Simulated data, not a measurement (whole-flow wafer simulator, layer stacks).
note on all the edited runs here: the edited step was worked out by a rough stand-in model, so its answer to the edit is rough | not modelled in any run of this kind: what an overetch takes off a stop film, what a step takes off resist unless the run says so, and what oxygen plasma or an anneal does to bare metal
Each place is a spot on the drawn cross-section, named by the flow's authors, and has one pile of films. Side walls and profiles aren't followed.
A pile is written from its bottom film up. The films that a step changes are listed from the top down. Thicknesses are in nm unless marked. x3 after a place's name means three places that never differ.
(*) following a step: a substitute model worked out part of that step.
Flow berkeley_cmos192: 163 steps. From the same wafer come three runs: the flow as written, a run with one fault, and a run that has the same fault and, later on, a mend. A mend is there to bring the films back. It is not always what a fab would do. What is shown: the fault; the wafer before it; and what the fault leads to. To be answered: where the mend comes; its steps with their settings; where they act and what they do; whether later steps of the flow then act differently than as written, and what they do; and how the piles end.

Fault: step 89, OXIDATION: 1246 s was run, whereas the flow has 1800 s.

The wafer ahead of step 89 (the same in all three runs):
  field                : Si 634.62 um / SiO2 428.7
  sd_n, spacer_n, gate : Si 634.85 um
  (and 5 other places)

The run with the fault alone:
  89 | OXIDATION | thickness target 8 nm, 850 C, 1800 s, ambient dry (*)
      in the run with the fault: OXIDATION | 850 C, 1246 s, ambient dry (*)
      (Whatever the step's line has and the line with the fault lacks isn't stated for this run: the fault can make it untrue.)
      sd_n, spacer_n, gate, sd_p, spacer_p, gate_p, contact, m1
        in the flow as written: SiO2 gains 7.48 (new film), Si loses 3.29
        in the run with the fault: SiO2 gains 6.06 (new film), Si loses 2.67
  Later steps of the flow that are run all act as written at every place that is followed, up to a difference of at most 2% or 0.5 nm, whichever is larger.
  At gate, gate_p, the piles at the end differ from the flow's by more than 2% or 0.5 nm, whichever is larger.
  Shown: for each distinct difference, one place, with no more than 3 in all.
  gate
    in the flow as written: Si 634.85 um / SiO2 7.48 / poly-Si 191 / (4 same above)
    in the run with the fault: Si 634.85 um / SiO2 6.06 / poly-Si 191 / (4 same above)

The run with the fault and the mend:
  After step 89 comes the mend.
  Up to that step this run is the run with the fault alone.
  89a | OXIDATION | 850 C, 554 s, ambient dry (*) (a further turn of the flow's step 89, with different settings)
      sd_n, spacer_n, gate, sd_p, spacer_p, gate_p, contact, m1
        SiO2 gains 1.43, Si loses 0.63
      field
        SiO2 gains 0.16, Si loses 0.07
  Later steps of the flow that are run all act as written at every place that is followed.
  At every place that both follow, the piles at the end match the flow's.
